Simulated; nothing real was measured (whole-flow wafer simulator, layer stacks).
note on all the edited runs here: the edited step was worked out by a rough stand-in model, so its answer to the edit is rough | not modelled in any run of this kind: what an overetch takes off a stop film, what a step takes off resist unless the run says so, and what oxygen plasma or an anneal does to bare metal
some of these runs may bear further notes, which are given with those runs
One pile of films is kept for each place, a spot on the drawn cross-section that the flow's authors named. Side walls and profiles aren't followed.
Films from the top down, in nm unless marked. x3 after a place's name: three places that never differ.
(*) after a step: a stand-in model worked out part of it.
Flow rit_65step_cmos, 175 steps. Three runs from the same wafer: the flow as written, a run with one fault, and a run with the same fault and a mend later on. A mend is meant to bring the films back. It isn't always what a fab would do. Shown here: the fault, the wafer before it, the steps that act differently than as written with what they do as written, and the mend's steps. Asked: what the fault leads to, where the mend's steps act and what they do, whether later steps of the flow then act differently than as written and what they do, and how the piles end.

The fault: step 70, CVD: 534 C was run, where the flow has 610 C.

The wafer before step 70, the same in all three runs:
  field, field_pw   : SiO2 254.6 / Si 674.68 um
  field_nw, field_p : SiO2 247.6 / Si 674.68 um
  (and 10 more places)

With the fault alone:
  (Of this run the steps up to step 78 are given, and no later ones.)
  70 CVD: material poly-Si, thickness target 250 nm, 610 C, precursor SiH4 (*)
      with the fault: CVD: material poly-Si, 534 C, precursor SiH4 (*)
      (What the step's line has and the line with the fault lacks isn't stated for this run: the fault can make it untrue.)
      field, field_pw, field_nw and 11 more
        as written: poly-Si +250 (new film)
        with the fault: poly-Si +42.1 (new film)
  No later step of the flow up to step 78 acts differently than as written, at any place that is followed, by more than 2% or 0.5 nm, whichever is larger.
  After step 78 the piles differ from the flow's by more than 2% or 0.5 nm, whichever is larger, at field, field_pw, field_nw and 11 more.
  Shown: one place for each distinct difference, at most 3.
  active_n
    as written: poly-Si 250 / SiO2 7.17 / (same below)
    with the fault: poly-Si 42.1 / SiO2 7.17 / (same below)
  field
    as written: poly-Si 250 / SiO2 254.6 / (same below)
    with the fault: poly-Si 42.1 / SiO2 254.6 / (same below)
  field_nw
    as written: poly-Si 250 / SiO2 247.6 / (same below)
    with the fault: poly-Si 42.1 / SiO2 247.6 / (same below)

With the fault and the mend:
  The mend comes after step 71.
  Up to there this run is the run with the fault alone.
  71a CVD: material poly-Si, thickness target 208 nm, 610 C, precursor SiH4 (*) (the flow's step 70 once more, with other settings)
      field, field_pw, field_nw and 11 more
        poly-Si +208
  No later step of the flow acts differently than as written, at any place that is followed, by more than 2% or 0.5 nm, whichever is larger.
  At the end the piles differ from the flow's only slightly at the places that both follow, by at most 2% or 0.5 nm, whichever is larger.
